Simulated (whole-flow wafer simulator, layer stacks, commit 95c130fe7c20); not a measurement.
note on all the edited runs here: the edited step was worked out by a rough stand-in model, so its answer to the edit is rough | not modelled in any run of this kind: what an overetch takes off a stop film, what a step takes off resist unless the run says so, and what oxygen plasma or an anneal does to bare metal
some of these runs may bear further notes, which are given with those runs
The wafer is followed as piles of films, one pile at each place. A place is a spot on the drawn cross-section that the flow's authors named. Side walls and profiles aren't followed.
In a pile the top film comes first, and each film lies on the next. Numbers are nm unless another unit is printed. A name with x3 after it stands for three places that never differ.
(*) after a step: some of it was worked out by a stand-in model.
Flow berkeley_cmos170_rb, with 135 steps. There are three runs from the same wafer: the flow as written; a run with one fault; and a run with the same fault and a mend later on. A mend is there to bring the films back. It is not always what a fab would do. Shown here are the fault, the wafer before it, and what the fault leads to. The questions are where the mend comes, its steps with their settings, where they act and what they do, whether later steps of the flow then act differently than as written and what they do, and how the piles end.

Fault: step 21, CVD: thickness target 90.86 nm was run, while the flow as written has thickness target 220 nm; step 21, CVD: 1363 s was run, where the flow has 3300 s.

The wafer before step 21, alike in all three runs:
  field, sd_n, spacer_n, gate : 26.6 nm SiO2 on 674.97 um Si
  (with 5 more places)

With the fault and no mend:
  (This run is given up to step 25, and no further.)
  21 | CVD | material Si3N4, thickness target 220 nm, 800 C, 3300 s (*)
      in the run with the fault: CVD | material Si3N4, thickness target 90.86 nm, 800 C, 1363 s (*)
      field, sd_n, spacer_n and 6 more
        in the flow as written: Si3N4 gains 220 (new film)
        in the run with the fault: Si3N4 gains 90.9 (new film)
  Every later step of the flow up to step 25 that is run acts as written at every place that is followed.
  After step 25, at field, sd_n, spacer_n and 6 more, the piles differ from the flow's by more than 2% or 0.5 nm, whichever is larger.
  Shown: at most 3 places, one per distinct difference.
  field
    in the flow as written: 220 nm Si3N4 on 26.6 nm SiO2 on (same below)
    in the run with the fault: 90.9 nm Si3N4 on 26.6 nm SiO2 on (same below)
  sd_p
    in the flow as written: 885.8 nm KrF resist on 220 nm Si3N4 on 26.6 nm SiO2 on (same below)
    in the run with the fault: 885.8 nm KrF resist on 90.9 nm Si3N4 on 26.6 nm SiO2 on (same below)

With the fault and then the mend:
  The mend follows step 21.
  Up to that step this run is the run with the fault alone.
  21a | CVD | material Si3N4, thickness target 129.1 nm, 800 C, 1937 s (*) (the flow's step 21 again, with other settings)
      field, sd_n, spacer_n and 6 more
        Si3N4 gains 129.1
  Every later step of the flow that is run acts as written, at every place that is followed, to within 2% or 0.5 nm, whichever is larger.
  At every place that both follow, the piles at the end match the flow's.
